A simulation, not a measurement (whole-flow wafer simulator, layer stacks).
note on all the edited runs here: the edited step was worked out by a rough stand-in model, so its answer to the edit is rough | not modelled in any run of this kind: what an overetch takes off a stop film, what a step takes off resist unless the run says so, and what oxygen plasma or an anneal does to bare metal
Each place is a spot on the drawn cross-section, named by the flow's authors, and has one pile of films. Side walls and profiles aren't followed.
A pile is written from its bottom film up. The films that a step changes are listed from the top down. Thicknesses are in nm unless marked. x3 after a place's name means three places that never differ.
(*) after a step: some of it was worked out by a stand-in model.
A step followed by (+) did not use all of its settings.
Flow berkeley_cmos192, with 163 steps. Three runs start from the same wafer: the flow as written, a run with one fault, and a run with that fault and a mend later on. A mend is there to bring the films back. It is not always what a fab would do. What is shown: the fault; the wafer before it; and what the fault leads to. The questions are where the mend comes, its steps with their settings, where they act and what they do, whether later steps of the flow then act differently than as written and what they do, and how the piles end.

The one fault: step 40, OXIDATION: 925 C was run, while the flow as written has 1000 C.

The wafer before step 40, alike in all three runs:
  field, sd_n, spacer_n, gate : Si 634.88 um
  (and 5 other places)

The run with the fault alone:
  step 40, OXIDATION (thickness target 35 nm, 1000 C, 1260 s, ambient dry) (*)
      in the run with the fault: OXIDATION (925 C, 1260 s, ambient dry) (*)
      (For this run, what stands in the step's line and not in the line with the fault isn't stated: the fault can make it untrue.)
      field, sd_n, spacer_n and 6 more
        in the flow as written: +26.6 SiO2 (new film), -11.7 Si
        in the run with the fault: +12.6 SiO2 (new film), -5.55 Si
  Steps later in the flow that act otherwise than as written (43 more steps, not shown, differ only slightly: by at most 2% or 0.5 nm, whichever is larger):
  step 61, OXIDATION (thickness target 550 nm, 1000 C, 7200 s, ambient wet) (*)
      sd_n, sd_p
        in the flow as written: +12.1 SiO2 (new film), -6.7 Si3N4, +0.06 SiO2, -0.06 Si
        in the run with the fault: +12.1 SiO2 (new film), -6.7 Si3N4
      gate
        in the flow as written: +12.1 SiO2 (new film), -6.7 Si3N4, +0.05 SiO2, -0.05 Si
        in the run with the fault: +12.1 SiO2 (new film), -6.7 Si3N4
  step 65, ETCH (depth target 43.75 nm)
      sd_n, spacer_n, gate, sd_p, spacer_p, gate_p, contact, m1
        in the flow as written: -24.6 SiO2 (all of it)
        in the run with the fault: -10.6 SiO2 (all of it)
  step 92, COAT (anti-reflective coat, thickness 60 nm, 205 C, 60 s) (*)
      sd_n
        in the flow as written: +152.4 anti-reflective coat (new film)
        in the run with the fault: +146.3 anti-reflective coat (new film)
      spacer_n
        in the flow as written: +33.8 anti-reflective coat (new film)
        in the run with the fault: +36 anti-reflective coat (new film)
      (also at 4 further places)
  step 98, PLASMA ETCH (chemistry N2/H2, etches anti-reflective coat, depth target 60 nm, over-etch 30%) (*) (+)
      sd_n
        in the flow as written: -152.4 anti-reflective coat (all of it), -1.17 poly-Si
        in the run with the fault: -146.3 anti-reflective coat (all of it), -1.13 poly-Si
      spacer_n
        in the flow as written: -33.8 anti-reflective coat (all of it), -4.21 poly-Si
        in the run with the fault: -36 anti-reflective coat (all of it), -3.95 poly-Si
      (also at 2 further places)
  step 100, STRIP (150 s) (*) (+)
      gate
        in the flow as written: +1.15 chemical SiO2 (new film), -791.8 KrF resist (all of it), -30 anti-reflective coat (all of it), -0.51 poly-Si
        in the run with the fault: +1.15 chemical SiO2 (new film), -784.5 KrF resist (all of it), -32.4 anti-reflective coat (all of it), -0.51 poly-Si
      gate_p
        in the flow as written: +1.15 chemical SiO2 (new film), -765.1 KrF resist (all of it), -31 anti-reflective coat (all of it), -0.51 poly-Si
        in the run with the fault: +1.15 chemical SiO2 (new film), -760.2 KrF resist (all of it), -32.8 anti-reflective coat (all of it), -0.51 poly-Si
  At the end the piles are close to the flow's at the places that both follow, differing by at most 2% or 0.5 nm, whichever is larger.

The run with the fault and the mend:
  After step 41 comes the mend.
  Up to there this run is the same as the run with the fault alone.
  step 41a, OXIDATION (1000 C, 809 s, ambient dry) (*) (the flow's step 40, run once more with other settings)
      field, sd_n, spacer_n and 6 more
        +13.9 SiO2, -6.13 Si
  None of the later steps of the flow acts differently than as written at any place that is followed.
  At every place that both follow, the piles at the end match the flow's.
